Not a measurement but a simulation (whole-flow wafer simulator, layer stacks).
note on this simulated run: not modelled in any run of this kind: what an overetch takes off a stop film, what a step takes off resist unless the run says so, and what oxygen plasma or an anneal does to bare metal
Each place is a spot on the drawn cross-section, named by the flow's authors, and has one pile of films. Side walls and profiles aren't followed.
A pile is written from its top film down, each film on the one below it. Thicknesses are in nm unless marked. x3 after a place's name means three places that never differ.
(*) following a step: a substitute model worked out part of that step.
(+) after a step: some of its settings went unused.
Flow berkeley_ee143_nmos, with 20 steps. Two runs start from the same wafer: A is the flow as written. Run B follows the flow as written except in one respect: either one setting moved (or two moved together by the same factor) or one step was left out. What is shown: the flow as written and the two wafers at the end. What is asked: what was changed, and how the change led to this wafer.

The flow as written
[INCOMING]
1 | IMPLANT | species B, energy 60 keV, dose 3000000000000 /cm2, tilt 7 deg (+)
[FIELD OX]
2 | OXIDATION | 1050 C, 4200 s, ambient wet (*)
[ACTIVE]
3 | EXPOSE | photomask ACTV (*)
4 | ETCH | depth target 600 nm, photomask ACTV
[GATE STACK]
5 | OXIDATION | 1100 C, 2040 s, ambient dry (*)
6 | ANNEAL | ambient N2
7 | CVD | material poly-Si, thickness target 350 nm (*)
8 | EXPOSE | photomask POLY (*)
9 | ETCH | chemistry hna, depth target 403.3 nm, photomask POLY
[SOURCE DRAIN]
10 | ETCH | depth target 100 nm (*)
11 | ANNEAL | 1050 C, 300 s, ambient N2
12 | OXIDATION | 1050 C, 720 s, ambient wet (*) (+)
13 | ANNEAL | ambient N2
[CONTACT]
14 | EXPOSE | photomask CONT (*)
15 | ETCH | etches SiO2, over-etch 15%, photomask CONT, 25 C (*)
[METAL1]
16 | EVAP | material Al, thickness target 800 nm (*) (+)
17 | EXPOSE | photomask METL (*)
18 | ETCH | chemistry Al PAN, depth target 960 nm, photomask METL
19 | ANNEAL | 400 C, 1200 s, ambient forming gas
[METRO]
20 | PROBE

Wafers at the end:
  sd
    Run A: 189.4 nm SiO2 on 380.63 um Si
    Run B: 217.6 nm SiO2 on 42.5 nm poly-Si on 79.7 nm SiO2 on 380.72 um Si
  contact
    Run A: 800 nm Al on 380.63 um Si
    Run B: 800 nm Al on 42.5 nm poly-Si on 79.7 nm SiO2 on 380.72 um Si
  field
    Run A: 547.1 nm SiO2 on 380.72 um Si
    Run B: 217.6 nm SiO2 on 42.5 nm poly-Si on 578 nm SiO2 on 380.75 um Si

Cause: step 9, ETCH: depth target 211.8 nm was run, while the flow as written has depth target 403.3 nm.

The path from the change to this, step by step:
  9 | ETCH | chemistry hna, depth target 403.3 nm, photomask POLY
      sd, contact, field: A poly-Si loses 350 (all of it) | B poly-Si loses 211.8
  10 | ETCH | depth target 100 nm (*)
      sd, contact: A SiO2 loses 79.7 (all of it) | B nothing
      field: A SiO2 loses 100 | B nothing
  12 | OXIDATION | 1050 C, 720 s, ambient wet (*) (+)
      sd, contact: A SiO2 gains 189.4 (new film), Si loses 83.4 | B SiO2 gains 217.6 (new film), poly-Si loses 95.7
      field: A SiO2 gains 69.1, Si loses 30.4 | B SiO2 gains 217.6 (new film), poly-Si loses 95.7
  15 | ETCH | etches SiO2, over-etch 15%, photomask CONT, 25 C (*)
      contact: A SiO2 loses 189.4 (all of it) | B SiO2 loses 217.6 (all of it)
